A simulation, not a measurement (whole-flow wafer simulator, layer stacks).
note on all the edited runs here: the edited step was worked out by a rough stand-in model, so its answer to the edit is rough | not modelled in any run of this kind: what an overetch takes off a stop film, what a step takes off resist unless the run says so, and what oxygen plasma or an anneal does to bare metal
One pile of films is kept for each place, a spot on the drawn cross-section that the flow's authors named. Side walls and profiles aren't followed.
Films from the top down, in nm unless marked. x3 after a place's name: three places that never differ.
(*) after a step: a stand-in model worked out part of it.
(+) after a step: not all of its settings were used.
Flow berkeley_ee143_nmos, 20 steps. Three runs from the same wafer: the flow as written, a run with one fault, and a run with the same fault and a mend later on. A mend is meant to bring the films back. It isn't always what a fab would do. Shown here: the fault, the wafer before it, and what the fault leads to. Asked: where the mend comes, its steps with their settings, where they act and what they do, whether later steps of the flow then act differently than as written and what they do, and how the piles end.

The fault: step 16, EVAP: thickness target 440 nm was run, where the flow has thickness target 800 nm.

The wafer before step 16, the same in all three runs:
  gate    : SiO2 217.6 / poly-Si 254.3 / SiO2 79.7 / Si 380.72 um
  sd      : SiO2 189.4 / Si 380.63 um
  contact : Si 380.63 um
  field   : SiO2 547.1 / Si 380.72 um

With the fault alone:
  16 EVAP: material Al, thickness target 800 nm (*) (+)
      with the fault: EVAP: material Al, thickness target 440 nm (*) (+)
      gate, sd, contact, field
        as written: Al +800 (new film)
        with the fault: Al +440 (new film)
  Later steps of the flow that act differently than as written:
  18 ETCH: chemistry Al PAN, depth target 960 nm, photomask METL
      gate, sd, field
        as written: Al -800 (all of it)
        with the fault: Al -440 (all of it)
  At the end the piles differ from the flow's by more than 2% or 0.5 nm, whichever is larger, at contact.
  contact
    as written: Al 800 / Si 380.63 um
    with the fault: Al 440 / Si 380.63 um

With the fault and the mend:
  The mend comes after step 16.
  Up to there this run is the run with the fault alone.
  16a EVAP: material Al, thickness target 360 nm (*) (+) (the flow's step 16 once more, with other settings)
      gate, sd, contact, field
        Al +360
  No later step of the flow acts differently than as written at any place that is followed.
  At the end the piles are the same as the flow's at every place that both follow.
